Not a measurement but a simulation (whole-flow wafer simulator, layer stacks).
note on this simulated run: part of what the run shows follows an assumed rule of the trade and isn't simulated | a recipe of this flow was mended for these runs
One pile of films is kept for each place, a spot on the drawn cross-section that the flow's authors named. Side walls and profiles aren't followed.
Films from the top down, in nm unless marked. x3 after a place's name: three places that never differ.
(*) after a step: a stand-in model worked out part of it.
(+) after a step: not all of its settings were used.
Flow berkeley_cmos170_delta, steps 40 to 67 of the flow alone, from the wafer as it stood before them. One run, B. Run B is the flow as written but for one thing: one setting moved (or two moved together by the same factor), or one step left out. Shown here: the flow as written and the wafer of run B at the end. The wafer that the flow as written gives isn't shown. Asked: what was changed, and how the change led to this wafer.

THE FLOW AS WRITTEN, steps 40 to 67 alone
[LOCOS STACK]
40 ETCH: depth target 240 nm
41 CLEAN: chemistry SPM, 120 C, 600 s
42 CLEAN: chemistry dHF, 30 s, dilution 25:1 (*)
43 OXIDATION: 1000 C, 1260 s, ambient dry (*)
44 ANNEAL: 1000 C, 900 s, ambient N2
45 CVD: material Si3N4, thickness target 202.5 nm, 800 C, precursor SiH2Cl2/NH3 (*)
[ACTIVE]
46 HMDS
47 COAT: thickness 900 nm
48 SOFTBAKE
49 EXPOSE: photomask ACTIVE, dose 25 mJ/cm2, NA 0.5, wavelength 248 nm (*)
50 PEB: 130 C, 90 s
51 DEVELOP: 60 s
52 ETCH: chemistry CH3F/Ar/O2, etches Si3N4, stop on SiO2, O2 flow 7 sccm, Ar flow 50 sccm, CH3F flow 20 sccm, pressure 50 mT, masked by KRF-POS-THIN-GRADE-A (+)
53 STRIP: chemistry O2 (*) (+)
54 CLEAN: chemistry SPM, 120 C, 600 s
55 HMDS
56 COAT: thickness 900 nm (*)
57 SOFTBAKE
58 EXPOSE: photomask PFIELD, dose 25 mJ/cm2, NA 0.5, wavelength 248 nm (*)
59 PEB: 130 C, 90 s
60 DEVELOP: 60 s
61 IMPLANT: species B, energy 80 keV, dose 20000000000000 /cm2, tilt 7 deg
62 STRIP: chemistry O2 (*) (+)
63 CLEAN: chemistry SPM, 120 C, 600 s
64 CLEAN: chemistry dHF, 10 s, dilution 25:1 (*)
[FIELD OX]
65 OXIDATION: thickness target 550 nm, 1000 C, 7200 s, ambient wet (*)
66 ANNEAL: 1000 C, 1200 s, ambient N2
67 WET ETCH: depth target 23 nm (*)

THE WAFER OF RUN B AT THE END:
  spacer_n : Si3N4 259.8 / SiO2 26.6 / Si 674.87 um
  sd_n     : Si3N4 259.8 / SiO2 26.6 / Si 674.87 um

The cause: step 45, CVD: 823 C was run, where the flow has 800 C.

How the change led to this, step by step:
  45 CVD: material Si3N4, thickness target 202.5 nm, 800 C, precursor SiH2Cl2/NH3 (*)
      field, sd_n, spacer_n and 6 more: Si3N4 +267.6 (new film) (as written it would be: Si3N4 +202.5 (new film))
  52 ETCH: chemistry CH3F/Ar/O2, etches Si3N4, stop on SiO2, O2 flow 7 sccm, Ar flow 50 sccm, CH3F flow 20 sccm, pressure 50 mT, masked by KRF-POS-THIN-GRADE-A (+)
      sd_n, spacer_n, gate, sd_p, spacer_p, gate_p, contact, m1: KrF-resist -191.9 (as written it would be: KrF-resist -148.5)
      field: Si3N4 -267.6 (all of it), SiO2 -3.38 (as written it would be: Si3N4 -202.5 (all of it), SiO2 -3.38)
  53 STRIP: chemistry O2 (*) (+)
      sd_n, spacer_n, gate, sd_p, spacer_p, gate_p, contact, m1: KrF-resist -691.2 (all of it) (as written it would be: KrF-resist -734.6 (all of it))
  56 COAT: thickness 900 nm (*)
      sd_n: KrF-resist +761.3 (new film) (as written it would be: KrF-resist +794.3 (new film))
      spacer_n: KrF-resist +802 (new film) (as written it would be: KrF-resist +824.6 (new film))
      (and at 6 more places)
  62 STRIP: chemistry O2 (*) (+)
      sd_n: KrF-resist -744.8 (all of it) (as written it would be: KrF-resist -777.7 (all of it))
      spacer_n: KrF-resist -785.3 (all of it) (as written it would be: KrF-resist -807.8 (all of it))
      (and at 6 more places)
  65 OXIDATION: thickness target 550 nm, 1000 C, 7200 s, ambient wet (*)
      sd_n, sd_p: SiO2 +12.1 (new film), Si3N4 -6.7 (as written it would be: SiO2 +12.1 (new film), Si3N4 -6.7, SiO2 +0.15, Si -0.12)
